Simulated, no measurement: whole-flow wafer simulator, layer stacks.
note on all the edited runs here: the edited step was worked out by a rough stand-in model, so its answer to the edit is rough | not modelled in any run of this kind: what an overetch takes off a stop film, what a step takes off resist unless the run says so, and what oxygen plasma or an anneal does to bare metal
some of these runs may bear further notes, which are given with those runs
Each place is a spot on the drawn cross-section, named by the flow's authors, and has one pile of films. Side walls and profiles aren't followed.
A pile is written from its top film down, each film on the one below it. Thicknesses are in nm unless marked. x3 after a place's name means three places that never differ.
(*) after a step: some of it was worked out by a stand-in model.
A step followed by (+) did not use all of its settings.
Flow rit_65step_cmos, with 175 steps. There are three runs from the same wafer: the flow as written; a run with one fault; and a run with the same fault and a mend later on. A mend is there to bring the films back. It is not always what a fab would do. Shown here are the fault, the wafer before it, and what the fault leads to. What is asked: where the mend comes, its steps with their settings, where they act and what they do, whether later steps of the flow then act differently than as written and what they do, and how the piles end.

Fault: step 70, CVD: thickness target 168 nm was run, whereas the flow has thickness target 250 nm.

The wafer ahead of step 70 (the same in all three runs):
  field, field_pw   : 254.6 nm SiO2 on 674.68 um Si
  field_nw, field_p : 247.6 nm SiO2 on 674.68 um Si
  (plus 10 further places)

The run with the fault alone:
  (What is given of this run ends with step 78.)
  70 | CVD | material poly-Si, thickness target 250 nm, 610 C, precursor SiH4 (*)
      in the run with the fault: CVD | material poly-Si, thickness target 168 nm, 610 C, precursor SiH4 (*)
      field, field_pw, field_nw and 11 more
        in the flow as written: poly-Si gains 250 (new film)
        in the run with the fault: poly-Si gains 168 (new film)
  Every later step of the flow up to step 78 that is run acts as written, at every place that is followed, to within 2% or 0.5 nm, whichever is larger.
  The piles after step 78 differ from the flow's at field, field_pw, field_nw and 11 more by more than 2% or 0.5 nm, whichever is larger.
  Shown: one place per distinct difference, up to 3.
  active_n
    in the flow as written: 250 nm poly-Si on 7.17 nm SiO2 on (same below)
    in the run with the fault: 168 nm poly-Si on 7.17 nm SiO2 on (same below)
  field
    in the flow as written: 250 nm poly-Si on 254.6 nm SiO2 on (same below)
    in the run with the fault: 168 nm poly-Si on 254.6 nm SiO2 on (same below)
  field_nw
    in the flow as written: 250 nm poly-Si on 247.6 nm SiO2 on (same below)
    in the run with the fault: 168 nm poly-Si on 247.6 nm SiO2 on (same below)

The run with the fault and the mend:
  After step 78 comes the mend.
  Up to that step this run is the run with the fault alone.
  78a | STRIP | resist, chemistry O2, 180 s (*)
      field, field_pw, field_nw and 9 more
        chemical SiO2 gains 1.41 (new film), poly-Si loses 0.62
      gate_n, gate_p
        chemical SiO2 gains 1.33 (new film), resist loses 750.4 (all of it), poly-Si loses 0.59
  78b | CLEAN | chemistry SC2, 75 C, 600 s (*) (a further turn of the flow's step 66)
      alters no film at any place that is followed
  78c | CVD | material poly-Si, thickness target 82 nm, 610 C, 730 s, precursor SiH4 (*) (a further turn of the flow's step 70, with different settings)
      field, field_pw, field_nw and 11 more
        poly-Si gains 82 (new film)
  78d | HMDS | 140 C, 60 s (a further turn of the flow's step 72)
      alters no film at any place that is followed
  78e | COAT | resist, thickness 850 nm (a further turn of the flow's step 73)
      active_n, active_p, sd_p
        resist gains 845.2 (new film)
      gate_n, gate_p, sd_n
        resist gains 846.9 (new film)
      spacer, spacer_p
        resist gains 846.8 (new film)
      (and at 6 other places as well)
  78f | SOFTBAKE | resist, 90 C, 60 s (a further turn of the flow's step 74)
      alters no film at any place that is followed
  78g | EXPOSE | photomask M6, dose 380 mJ/cm2, NA 0.6, wavelength 365 nm (a further turn of the flow's step 75)
      alters no film at any place that is followed
  78h | PEB | resist, 110 C, 60 s (a further turn of the flow's step 76)
      gate_n, gate_p, spacer, spacer_p, sd_n, contact, m1
        resist loses 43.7
      active_n, active_p, sd_p
        resist loses 43.6
      field
        resist loses 45.3
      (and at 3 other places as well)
  78i | DEVELOP | resist, thickness 850 nm, 50 s (a further turn of the flow's step 77)
      active_n, active_p
        resist loses 801.6 (all of it)
      spacer, spacer_p
        resist loses 803.1 (all of it)
      field
        resist loses 832.7 (all of it)
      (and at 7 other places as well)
  78j | HARDBAKE | resist, 140 C, 60 s (a further turn of the flow's step 78)
      gate_n, gate_p
        resist loses 52.7
  Later steps of the flow acting differently than as written (not shown: 37 more steps that differ only slightly, by at most 2% or 0.5 nm, whichever is larger):
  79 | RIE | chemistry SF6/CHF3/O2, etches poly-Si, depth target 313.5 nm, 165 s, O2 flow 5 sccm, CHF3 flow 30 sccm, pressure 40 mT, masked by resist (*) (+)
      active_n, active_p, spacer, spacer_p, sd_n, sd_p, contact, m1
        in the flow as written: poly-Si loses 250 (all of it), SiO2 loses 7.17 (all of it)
        in the run with the mend: poly-Si loses 82 (all of it), chemical SiO2 loses 1.41 (all of it), poly-Si loses 167.4 (all of it), SiO2 loses 7.17 (all of it)
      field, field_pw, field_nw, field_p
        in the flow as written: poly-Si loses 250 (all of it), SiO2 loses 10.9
        in the run with the mend: poly-Si loses 82 (all of it), chemical SiO2 loses 1.41 (all of it), poly-Si loses 167.4 (all of it), SiO2 loses 9.65
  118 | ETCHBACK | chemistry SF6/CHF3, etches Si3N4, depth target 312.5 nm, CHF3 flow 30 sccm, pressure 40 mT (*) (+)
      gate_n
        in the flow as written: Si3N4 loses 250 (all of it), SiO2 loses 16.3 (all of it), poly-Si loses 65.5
        in the run with the mend: Si3N4 loses 250 (all of it), SiO2 loses 16.3 (all of it), poly-Si loses 64.9 (all of it), chemical SiO2 loses 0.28
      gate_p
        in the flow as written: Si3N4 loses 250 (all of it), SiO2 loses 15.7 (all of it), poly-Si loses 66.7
        in the run with the mend: Si3N4 loses 250 (all of it), SiO2 loses 15.7 (all of it), poly-Si loses 64.9 (all of it), chemical SiO2 loses 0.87
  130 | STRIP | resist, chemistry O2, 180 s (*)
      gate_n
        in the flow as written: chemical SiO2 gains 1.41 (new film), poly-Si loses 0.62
        in the run with the mend: chemical SiO2 gains 0.46, poly-Si loses 0.2
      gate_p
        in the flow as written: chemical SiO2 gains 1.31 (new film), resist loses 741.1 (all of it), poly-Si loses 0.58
        in the run with the mend: resist loses 739.8 (all of it), chemical SiO2 gains 0.86, poly-Si loses 0.38
  When the end is reached, the piles differ only a little from the flow's at the places that both follow, at most by 2% or 0.5 nm, whichever is larger.
